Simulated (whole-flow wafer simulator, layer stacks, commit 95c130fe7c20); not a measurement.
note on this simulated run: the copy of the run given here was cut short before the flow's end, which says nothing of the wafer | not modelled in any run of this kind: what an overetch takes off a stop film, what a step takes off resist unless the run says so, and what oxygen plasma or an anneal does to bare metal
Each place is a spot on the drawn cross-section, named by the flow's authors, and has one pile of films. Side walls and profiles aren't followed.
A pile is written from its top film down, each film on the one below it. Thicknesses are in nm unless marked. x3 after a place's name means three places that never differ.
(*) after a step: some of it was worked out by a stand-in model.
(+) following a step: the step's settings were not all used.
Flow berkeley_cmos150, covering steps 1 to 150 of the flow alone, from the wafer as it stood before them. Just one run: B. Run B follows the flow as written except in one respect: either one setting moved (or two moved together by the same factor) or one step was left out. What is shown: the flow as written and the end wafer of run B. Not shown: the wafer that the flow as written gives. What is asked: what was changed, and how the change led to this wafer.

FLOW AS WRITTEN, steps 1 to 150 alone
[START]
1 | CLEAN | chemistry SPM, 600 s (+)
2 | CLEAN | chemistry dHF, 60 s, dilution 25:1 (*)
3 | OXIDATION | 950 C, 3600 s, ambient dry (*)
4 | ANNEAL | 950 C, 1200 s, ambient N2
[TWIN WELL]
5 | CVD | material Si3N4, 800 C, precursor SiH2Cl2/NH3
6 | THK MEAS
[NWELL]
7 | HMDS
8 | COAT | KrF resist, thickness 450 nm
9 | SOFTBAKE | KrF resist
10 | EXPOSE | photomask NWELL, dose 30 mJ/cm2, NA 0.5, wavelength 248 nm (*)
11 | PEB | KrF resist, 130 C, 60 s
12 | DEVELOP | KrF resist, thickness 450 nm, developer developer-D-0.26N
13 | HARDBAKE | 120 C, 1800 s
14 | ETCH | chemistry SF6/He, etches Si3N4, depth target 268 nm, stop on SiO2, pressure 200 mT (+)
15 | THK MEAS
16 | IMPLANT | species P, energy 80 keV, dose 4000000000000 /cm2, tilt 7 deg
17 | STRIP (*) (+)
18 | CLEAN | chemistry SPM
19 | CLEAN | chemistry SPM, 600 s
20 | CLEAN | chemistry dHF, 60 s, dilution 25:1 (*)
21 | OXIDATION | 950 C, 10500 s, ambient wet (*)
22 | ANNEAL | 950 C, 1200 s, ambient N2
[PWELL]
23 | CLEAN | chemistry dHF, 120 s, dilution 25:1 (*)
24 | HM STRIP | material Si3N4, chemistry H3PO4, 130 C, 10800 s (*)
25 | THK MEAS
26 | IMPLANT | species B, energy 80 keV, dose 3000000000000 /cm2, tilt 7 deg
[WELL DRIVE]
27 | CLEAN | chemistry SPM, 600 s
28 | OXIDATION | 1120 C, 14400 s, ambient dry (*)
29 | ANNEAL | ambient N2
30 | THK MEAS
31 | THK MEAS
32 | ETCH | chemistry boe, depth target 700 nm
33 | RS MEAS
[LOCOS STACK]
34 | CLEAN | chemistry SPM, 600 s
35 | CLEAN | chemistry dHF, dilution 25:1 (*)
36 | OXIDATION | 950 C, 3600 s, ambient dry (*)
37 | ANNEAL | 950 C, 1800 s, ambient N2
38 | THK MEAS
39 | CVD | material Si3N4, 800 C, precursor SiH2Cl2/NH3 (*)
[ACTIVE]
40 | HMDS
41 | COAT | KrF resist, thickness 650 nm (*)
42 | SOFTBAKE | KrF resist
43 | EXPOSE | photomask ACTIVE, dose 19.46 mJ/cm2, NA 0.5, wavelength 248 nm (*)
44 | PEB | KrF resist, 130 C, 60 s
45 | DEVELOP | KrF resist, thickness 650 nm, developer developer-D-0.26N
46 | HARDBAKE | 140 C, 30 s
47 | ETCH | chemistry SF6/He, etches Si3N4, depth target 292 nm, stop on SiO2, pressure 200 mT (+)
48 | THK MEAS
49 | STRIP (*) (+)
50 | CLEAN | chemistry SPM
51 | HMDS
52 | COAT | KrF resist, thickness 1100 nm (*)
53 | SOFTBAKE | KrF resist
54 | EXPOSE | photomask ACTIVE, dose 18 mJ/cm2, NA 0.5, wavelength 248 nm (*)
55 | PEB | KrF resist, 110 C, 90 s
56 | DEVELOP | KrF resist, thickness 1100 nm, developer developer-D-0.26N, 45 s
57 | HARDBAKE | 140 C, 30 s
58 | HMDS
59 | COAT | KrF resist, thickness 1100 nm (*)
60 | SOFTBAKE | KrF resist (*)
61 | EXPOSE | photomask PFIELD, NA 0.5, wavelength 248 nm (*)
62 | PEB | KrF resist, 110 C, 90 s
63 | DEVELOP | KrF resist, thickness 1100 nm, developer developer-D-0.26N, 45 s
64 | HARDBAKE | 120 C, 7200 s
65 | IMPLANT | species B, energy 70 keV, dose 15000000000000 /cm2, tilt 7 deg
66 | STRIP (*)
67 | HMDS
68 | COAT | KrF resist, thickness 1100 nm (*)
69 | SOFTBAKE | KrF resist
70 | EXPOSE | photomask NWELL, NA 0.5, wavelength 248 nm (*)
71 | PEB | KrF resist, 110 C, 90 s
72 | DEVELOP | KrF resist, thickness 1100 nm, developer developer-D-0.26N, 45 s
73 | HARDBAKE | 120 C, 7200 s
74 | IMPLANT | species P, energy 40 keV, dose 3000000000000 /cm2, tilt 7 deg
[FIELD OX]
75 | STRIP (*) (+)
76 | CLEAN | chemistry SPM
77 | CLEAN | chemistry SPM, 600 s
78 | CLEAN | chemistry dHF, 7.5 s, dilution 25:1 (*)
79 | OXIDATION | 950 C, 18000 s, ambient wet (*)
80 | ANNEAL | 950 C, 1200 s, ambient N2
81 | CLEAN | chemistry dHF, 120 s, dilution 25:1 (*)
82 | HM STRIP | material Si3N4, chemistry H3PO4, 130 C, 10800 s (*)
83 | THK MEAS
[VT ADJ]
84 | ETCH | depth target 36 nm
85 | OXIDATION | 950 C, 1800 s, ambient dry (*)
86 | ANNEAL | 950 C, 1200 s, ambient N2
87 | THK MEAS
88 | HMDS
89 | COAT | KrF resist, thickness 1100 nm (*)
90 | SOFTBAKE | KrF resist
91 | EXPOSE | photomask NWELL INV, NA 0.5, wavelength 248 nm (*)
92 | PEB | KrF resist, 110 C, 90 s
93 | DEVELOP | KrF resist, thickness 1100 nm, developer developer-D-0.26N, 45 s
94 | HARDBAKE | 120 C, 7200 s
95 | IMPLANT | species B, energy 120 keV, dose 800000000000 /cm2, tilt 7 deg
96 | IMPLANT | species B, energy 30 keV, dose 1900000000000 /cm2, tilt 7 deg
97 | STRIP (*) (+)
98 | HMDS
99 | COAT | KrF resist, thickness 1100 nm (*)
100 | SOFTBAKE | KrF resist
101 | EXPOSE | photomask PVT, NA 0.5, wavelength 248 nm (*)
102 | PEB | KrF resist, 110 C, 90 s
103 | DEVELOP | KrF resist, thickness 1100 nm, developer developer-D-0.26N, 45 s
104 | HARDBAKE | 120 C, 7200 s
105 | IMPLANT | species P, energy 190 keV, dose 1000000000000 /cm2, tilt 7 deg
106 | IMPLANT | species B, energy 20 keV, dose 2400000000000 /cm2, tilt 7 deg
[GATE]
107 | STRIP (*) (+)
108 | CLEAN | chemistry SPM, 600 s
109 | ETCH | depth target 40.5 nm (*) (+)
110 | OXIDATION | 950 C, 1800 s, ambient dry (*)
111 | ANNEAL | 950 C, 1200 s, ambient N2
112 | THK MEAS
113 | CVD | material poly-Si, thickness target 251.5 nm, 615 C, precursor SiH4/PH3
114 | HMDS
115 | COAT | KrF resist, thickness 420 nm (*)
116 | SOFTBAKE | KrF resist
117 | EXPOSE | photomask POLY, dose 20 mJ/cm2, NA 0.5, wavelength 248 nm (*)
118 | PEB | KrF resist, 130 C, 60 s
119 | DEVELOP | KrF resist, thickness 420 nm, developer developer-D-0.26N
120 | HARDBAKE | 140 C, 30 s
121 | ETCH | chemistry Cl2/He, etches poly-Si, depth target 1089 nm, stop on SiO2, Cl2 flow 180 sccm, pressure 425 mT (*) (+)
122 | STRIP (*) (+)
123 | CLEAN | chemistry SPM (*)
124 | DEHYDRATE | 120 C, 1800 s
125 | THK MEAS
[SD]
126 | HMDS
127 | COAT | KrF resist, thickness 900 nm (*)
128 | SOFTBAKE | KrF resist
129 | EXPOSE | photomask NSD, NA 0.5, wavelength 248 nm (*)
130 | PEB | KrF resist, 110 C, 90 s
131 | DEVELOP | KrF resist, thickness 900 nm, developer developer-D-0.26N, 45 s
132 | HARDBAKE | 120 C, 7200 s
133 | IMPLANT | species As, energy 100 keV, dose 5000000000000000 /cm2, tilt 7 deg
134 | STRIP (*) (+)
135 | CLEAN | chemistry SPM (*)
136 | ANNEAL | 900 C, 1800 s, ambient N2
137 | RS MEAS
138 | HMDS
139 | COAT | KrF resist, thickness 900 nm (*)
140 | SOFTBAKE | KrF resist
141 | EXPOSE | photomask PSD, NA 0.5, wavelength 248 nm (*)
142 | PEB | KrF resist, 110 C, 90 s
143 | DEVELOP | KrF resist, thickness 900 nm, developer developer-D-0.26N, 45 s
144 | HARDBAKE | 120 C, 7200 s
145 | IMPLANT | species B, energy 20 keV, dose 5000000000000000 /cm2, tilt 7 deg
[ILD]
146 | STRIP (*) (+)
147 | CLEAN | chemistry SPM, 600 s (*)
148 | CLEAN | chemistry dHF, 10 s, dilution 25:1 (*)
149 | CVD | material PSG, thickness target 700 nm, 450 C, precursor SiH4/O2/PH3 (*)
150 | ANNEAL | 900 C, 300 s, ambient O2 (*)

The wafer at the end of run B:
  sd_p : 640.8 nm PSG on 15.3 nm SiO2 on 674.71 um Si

Cause: step 145, IMPLANT: species B, energy 20 keV, dose 5000000000000000 /cm2, tilt 7 deg, was omitted.

Step by step, how the change led to this:
  148 | CLEAN | chemistry dHF, 10 s, dilution 25:1 (*)
      sd_p: SiO2 loses 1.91 (it would be, as written: SiO2 loses 7.51)
